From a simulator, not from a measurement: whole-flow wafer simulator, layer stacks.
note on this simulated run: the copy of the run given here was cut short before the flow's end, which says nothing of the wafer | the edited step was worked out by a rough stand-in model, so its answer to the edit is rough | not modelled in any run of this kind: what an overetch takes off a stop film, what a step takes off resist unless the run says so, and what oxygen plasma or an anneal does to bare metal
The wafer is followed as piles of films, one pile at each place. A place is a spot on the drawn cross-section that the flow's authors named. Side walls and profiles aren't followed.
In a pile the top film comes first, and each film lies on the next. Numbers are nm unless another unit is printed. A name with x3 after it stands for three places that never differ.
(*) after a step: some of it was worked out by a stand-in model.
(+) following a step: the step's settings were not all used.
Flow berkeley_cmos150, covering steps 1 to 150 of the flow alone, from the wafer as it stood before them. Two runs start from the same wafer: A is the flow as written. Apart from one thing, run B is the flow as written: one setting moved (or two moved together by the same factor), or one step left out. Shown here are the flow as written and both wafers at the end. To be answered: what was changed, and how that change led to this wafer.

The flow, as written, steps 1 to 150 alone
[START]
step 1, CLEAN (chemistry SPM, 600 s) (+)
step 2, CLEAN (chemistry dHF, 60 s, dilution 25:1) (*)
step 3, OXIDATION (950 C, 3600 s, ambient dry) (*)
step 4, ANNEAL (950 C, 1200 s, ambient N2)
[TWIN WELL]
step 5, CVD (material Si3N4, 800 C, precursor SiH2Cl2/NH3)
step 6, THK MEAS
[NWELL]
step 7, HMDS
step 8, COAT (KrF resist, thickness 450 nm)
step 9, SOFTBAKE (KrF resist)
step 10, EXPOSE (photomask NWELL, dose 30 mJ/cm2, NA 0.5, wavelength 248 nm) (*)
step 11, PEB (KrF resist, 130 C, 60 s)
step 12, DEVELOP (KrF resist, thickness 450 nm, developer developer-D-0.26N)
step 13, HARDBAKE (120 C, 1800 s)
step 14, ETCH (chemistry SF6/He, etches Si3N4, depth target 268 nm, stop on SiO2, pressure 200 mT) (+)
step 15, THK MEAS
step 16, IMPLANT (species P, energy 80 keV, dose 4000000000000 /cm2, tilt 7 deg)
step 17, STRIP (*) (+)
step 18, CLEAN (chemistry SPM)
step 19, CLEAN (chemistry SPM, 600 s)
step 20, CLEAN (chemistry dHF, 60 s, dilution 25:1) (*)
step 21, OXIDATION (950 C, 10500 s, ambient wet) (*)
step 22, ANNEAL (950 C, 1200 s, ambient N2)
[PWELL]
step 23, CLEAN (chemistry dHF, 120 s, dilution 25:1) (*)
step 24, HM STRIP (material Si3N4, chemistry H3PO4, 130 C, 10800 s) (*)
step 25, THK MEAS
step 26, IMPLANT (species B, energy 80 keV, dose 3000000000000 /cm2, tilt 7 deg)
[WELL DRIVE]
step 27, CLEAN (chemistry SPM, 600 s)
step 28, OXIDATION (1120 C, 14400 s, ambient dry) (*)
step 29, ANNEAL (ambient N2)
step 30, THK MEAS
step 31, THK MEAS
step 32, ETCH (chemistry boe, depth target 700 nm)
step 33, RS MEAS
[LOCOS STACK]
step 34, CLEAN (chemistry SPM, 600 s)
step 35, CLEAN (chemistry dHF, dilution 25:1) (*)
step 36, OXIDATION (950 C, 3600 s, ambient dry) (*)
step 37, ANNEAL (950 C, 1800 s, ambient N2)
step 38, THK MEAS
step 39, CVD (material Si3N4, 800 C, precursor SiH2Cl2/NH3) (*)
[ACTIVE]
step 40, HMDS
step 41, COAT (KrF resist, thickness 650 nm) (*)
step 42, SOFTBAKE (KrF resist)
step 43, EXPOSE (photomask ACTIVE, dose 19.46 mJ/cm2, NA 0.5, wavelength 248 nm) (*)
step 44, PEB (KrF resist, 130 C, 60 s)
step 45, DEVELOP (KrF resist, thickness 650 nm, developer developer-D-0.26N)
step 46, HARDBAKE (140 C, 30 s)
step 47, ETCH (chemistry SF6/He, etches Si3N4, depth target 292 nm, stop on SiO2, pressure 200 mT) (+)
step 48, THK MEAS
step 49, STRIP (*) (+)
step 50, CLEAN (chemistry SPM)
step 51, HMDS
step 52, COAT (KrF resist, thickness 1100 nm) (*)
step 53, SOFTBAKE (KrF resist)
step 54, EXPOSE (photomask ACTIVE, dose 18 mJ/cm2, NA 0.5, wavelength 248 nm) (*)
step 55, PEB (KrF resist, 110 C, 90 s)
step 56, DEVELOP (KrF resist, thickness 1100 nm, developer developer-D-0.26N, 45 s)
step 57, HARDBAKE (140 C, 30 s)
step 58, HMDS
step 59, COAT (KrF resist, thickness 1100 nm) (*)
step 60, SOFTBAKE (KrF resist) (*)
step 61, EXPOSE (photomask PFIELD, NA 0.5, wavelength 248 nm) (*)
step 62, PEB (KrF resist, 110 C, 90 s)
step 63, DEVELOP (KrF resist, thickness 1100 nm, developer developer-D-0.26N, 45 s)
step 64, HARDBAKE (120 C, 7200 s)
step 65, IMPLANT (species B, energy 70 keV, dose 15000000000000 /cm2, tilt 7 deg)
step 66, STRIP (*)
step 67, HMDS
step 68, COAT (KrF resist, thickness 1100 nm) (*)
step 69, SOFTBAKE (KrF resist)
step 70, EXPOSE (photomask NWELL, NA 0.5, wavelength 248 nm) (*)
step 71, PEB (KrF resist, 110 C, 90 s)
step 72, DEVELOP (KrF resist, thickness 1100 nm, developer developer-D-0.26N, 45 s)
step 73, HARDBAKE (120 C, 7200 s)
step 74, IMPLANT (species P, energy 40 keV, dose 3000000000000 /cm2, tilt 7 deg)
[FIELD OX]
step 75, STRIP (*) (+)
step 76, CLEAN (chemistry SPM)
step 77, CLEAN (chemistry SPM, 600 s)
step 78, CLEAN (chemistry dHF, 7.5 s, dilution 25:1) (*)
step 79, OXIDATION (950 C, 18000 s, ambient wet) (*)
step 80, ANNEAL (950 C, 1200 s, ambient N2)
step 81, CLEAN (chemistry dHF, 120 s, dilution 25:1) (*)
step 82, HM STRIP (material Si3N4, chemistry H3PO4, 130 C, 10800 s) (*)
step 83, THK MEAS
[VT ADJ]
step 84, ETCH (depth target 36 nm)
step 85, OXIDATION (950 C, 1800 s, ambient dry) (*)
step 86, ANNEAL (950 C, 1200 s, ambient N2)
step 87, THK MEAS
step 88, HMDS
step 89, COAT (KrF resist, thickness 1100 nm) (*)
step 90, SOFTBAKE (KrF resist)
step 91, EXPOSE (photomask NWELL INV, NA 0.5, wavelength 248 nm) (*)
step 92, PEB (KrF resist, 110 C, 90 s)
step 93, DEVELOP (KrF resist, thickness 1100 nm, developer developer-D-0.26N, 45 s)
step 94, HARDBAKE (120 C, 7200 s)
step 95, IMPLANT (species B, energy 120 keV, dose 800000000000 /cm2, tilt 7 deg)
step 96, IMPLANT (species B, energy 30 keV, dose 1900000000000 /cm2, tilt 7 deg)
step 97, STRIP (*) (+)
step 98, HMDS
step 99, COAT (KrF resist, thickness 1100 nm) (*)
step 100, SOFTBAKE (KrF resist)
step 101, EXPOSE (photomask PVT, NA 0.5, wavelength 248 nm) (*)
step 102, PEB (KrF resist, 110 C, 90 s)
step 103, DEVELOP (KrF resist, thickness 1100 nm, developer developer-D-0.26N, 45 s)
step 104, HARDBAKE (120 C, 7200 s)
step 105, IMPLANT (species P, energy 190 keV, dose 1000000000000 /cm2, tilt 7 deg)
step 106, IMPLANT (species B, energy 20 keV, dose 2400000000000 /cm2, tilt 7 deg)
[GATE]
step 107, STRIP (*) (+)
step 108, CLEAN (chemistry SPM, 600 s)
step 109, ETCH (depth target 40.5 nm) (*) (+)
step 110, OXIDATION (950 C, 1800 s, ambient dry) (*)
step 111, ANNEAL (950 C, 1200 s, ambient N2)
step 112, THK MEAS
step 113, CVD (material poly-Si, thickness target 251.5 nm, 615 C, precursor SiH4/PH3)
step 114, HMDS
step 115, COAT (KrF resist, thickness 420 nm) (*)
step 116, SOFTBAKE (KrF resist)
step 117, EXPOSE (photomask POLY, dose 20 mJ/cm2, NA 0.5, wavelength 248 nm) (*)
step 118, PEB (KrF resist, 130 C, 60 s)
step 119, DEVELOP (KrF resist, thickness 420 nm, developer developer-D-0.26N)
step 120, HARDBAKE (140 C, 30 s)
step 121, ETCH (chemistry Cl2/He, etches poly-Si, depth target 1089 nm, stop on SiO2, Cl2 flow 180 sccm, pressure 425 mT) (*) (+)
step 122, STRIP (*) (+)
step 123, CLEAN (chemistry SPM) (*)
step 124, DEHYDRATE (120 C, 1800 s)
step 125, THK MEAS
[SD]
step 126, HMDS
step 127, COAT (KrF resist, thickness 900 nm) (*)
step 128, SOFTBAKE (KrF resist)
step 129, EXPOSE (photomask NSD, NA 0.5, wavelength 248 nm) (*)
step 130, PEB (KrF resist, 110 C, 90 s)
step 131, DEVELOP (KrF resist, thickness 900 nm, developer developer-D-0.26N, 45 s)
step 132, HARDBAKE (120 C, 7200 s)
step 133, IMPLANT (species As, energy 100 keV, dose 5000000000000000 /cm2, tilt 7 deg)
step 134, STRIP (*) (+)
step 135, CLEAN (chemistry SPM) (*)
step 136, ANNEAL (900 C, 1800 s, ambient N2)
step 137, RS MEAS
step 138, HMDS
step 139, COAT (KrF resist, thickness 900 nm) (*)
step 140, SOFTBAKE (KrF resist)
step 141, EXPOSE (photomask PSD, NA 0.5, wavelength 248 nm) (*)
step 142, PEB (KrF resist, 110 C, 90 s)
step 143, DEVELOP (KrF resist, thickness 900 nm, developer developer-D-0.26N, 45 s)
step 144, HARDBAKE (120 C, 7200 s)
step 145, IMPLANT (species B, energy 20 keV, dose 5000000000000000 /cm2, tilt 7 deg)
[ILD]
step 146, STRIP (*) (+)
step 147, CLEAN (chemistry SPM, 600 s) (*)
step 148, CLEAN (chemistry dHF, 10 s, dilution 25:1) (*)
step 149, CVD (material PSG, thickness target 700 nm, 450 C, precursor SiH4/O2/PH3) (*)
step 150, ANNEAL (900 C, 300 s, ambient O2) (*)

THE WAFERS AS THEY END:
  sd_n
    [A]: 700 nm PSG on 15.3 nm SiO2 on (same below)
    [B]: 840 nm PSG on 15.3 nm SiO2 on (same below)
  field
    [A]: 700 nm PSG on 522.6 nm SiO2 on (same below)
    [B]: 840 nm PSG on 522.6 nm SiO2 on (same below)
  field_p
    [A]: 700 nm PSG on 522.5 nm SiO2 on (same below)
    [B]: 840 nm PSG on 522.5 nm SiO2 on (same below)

What caused this: step 149, CVD: thickness target 840 nm was run, while the flow as written has thickness target 700 nm.
The wafer itself shows it: sd_n has PSG 840, and step 149 as written asks for 700 nm.

How this came from the change, step by step:
  step 149, CVD (material PSG, thickness target 700 nm, 450 C, precursor SiH4/O2/PH3) (*)
      field, field_p, sd_n, gate_n, gate_p, contact, m1: A +700 PSG (new film) | B +840 PSG (new film)
      sd_p: A +639.5 PSG (new film) | B +819 PSG (new film)
